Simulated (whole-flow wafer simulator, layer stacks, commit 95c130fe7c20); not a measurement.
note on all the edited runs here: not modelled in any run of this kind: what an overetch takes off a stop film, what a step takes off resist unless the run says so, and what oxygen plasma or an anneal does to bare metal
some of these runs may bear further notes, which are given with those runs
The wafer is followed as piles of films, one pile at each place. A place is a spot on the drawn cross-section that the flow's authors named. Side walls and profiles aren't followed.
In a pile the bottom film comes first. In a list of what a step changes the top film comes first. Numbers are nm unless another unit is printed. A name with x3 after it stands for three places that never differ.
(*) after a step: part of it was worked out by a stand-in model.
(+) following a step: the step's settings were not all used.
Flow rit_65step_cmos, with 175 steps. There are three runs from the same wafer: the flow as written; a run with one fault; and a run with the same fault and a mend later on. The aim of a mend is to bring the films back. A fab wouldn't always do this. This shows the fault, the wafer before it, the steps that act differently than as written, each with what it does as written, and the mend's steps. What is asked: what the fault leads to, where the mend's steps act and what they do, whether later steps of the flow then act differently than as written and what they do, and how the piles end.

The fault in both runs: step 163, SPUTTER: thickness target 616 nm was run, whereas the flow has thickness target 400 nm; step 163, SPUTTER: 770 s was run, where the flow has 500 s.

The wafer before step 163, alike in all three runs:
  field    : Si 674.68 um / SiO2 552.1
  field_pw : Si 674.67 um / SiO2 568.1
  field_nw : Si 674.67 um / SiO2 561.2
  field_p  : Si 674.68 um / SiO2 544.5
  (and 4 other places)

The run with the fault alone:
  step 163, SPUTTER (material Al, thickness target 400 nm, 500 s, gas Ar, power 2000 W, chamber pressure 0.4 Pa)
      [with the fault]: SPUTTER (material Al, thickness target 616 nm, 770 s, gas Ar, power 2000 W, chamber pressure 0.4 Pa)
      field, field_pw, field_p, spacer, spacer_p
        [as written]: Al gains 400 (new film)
        [with the fault]: Al gains 616 (new film)
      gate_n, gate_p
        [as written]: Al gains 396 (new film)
        [with the fault]: Al gains 560.9 (new film)
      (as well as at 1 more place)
  Steps later in the flow that act otherwise than as written (not shown: 1 more step that differs only slightly, by at most 2% or 0.5 nm, whichever is larger):
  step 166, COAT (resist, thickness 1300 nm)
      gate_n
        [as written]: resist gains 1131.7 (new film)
        [with the fault]: resist gains 1185.5 (new film)
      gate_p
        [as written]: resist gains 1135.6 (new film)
        [with the fault]: resist gains 1188.8 (new film)
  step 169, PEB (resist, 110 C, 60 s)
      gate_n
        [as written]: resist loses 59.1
        [with the fault]: resist loses 62.1
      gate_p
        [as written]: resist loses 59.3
        [with the fault]: resist loses 62.3
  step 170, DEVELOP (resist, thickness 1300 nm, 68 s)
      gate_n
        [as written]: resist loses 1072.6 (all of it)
        [with the fault]: resist loses 1123.4 (all of it)
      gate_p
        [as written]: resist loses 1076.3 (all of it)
        [with the fault]: resist loses 1126.5 (all of it)
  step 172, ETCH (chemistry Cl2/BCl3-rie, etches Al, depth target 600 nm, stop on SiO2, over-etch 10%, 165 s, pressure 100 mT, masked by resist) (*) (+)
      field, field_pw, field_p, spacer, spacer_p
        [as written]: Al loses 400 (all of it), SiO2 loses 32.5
        [with the fault]: Al loses 616 (all of it), SiO2 loses 5.5
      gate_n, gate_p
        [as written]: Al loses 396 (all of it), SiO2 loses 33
        [with the fault]: Al loses 560.9 (all of it), SiO2 loses 12.4
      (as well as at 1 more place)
  By the end, the piles at field, field_pw, field_nw, field_p, gate_n, gate_p, spacer, spacer_p depart from the flow's by more than 2% or 0.5 nm, whichever is larger.
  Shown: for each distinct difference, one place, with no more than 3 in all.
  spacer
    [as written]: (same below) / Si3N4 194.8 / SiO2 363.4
    [with the fault]: (same below) / Si3N4 194.8 / SiO2 390.4
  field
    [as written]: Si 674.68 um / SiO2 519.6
    [with the fault]: Si 674.68 um / SiO2 546.6
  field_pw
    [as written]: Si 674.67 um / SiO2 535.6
    [with the fault]: Si 674.67 um / SiO2 562.6

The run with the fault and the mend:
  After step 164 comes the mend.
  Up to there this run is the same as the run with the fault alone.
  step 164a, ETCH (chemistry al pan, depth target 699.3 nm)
      field, field_pw, field_nw, field_p, spacer, spacer_p
        Al loses 616 (all of it)
      gate_n, gate_p
        Al loses 560.9 (all of it)
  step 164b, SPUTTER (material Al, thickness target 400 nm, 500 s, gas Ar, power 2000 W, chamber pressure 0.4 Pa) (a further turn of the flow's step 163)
      field, field_pw, field_p, spacer, spacer_p
        Al gains 400 (new film)
      gate_n, gate_p
        Al gains 396 (new film)
      field_nw
        Al gains 397.2 (new film)
  None of the later steps of the flow acts differently than as written at any place that is followed.
  By the end, the piles equal the flow's at every place that both follow.
